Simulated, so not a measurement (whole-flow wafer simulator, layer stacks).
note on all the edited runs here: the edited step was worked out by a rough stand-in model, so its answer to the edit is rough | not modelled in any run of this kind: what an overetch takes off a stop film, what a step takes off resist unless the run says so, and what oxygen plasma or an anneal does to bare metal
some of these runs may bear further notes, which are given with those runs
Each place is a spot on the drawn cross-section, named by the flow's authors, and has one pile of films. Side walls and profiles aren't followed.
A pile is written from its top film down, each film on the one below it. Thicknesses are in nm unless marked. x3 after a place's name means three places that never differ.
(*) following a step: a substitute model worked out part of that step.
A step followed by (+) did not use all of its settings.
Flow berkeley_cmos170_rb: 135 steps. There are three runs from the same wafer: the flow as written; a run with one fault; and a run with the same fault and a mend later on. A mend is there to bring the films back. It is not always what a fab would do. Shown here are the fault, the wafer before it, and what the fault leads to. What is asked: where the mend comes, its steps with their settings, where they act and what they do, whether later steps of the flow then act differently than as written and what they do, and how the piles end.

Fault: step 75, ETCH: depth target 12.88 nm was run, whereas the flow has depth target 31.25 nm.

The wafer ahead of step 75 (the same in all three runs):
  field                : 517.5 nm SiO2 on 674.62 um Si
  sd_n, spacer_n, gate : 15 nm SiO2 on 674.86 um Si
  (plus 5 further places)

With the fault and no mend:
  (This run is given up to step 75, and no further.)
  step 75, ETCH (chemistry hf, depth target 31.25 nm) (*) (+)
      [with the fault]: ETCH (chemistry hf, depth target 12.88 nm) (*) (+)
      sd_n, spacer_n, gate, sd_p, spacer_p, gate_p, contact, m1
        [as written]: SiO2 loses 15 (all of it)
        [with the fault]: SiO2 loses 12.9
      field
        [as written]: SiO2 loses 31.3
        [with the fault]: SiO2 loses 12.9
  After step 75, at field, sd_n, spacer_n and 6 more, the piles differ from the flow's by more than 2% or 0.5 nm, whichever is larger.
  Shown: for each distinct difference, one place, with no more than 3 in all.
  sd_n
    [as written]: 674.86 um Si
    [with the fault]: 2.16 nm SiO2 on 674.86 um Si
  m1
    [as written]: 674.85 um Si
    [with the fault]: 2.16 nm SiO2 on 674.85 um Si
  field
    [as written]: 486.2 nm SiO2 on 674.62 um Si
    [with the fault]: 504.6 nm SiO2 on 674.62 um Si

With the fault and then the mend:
  The mend follows step 75.
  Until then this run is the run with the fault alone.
  step 75a, ETCH (chemistry hf, depth target 18.38 nm) (*) (+) (the flow's step 75 again, with other settings)
      sd_n, spacer_n, gate, sd_p, spacer_p, gate_p, contact, m1
        SiO2 loses 2.16 (all of it)
      field
        SiO2 loses 18.4
  Later steps of the flow that are run all act as written at every place that is followed, up to a difference of at most 2% or 0.5 nm, whichever is larger.
  By the end, the piles equal the flow's at every place that both follow.
